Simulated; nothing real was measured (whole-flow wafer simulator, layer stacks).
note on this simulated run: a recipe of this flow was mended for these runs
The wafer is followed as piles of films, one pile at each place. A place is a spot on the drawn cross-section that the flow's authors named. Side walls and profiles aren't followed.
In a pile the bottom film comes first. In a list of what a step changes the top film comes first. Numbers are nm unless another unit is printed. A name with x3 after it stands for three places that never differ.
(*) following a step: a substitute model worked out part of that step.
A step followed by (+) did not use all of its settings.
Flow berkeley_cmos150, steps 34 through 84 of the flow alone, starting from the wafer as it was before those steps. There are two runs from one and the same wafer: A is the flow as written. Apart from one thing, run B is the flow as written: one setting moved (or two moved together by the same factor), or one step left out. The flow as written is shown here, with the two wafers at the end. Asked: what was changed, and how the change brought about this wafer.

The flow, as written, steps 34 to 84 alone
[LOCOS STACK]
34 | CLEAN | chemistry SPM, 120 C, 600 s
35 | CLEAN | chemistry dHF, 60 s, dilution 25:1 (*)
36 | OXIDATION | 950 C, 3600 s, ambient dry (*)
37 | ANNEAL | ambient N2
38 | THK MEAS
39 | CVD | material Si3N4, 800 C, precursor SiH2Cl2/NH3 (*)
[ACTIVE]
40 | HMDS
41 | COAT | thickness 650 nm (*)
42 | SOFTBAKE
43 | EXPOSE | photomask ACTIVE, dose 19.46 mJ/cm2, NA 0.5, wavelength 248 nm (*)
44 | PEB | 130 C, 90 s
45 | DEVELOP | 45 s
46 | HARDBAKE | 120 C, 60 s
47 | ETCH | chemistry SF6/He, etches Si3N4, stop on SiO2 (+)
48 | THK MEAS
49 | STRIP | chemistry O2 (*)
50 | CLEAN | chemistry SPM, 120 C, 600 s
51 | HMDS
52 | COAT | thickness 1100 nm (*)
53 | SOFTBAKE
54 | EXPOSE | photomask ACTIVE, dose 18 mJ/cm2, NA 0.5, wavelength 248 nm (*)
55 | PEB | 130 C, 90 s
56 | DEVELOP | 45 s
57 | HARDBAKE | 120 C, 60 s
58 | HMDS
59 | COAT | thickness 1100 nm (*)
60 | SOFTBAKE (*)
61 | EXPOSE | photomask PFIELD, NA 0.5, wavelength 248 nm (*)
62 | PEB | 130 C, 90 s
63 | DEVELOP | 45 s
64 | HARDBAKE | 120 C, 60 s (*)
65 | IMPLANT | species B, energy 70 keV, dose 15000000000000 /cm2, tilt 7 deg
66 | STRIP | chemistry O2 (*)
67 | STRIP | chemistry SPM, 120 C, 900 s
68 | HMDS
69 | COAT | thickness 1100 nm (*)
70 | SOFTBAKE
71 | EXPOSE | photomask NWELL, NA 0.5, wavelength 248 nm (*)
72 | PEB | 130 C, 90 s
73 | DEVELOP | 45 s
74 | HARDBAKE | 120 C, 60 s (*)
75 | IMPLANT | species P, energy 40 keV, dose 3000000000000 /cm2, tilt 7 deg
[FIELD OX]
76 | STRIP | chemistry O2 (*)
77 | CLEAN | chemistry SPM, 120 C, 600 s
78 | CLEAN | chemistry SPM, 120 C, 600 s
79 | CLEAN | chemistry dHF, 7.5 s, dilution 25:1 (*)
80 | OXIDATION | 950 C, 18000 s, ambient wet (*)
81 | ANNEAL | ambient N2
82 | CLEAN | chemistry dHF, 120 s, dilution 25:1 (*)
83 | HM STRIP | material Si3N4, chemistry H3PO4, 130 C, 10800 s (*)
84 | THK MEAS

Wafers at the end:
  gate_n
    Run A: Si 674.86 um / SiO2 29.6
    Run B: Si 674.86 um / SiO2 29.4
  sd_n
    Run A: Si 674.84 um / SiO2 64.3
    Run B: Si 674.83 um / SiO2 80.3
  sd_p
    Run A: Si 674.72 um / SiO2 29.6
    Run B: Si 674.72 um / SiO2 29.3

The reason: step 39, CVD: 773 C was run, whereas the flow has 800 C.

Step by step, how the change led to this:
  39 | CVD | material Si3N4, 800 C, precursor SiH2Cl2/NH3 (*)
      field, field_p, sd_n, gate_n, sd_p, gate_p, contact, m1: A +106 Si3N4 (new film) | B +76.6 Si3N4 (new film)
  47 | ETCH | chemistry SF6/He, etches Si3N4, stop on SiO2 (+)
      sd_n, gate_n, sd_p, gate_p, contact, m1: A -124 KrF-resist | B -92 KrF-resist
      field, field_p: A -106 Si3N4 (all of it), -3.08 SiO2 | B -76.6 Si3N4 (all of it), -3.08 SiO2
  49 | STRIP | chemistry O2 (*)
      sd_n: A -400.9 KrF-resist (all of it) | B -432.8 KrF-resist (all of it)
      gate_n: A -409.3 KrF-resist (all of it) | B -441.2 KrF-resist (all of it)
      (also at 4 further places)
  80 | OXIDATION | 950 C, 18000 s, ambient wet (*)
      sd_n: A +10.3 SiO2 (new film), -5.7 Si3N4, +34.7 SiO2, -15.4 Si | B +10.3 SiO2 (new film), -5.7 Si3N4, +50.9 SiO2, -22.7 Si
  83 | HM STRIP | material Si3N4, chemistry H3PO4, 130 C, 10800 s (*)
      sd_n, gate_n, contact, m1: A -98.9 Si3N4 (all of it), -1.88 SiO2 | B -69.5 Si3N4 (all of it), -2.13 SiO2
      sd_p, gate_p: A -98.7 Si3N4 (all of it), -1.88 SiO2 | B -69.3 Si3N4 (all of it), -2.13 SiO2
